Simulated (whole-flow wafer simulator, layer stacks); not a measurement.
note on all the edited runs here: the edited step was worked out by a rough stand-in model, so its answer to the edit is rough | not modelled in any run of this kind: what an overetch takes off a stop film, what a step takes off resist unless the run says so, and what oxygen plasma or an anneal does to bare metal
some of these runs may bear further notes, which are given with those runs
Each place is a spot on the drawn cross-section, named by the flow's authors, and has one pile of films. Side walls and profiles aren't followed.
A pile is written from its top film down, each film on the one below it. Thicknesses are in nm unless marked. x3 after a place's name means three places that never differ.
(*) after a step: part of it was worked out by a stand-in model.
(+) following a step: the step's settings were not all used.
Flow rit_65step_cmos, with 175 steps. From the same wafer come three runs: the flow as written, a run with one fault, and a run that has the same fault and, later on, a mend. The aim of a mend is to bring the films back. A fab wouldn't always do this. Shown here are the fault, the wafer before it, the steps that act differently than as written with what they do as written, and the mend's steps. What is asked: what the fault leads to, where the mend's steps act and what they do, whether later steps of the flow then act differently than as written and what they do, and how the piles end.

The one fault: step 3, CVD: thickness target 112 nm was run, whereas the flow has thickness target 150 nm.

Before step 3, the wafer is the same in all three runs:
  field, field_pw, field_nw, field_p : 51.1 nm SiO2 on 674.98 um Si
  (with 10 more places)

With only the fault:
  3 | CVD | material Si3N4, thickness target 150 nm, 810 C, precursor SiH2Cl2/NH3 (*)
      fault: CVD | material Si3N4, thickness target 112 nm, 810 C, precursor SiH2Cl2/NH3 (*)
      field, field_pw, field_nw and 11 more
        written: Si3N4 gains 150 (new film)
        fault: Si3N4 gains 112 (new film)
  Later steps of the flow acting differently than as written (58 other steps are not shown; they differ only slightly, by no more than 2% or 0.5 nm, whichever is larger):
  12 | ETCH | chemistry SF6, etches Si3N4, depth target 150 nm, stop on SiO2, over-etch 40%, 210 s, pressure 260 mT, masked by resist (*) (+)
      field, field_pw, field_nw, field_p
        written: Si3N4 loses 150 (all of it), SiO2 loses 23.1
        fault: Si3N4 loses 112 (all of it), SiO2 loses 37.7
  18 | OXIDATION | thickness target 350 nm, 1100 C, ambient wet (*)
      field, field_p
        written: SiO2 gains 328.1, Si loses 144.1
        fault: SiO2 gains 339.9, Si loses 149.3
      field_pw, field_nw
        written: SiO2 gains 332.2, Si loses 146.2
        fault: SiO2 gains 343.3, Si loses 151
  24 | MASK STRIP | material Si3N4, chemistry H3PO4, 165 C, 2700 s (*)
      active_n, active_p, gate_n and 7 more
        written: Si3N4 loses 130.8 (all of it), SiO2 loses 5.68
        fault: Si3N4 loses 92.8 (all of it), SiO2 loses 7.13
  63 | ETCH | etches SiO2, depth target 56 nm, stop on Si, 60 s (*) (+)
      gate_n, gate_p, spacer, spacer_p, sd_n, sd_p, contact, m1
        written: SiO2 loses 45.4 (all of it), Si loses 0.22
        fault: SiO2 loses 44 (all of it), Si loses 0.25
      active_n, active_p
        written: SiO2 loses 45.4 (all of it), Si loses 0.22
        fault: SiO2 loses 43.9 (all of it), Si loses 0.25
  The piles end only slightly different from the flow's at the places that both follow, by no more than 2% or 0.5 nm, whichever is larger.

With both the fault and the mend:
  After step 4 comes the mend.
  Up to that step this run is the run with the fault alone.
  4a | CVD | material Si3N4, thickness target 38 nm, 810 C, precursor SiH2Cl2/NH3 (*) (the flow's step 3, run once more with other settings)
      field, field_pw, field_nw and 11 more
        Si3N4 gains 38
  Every later step of the flow that is run acts as written at every place that is followed.
  By the end, the piles equal the flow's at every place that both follow.
